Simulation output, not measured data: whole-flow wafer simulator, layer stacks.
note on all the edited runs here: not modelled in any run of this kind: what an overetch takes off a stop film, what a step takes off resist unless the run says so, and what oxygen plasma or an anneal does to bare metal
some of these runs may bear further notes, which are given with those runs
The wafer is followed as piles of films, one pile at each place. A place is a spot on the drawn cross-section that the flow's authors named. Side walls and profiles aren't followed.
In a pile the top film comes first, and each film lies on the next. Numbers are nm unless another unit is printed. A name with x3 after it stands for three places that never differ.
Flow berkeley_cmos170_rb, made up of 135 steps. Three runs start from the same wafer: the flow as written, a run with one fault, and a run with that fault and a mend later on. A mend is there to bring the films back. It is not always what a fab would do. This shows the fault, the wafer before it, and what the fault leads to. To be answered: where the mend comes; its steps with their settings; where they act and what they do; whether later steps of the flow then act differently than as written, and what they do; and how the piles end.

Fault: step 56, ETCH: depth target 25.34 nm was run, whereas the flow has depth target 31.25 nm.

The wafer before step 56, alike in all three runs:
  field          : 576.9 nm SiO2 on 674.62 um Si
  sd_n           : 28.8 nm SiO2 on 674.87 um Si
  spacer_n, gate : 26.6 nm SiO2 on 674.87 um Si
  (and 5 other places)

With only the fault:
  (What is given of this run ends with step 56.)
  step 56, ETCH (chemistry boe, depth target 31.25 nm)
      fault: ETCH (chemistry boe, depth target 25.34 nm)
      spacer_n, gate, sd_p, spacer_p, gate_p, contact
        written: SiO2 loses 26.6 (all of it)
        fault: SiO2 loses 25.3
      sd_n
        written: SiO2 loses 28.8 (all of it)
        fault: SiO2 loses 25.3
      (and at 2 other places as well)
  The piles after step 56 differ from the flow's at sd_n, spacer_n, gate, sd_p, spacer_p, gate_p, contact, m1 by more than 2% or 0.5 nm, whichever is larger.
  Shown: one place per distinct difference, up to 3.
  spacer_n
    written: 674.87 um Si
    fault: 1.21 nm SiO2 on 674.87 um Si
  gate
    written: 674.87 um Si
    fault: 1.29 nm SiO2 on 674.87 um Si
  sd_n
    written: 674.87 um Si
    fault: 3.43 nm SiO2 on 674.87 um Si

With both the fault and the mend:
  The mend stands after step 56.
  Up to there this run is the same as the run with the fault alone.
  step 56a, ETCH (chemistry boe, depth target 5.906 nm) (a further turn of the flow's step 56, with different settings)
      spacer_n, spacer_p, gate_p, contact
        SiO2 loses 1.21 (all of it)
      gate, sd_p
        SiO2 loses 1.29 (all of it)
      field
        SiO2 loses 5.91
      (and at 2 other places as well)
  Every later step of the flow that is run acts as written, at every place that is followed, to within 2% or 0.5 nm, whichever is larger.
  At every place that both follow, the piles at the end match the flow's.
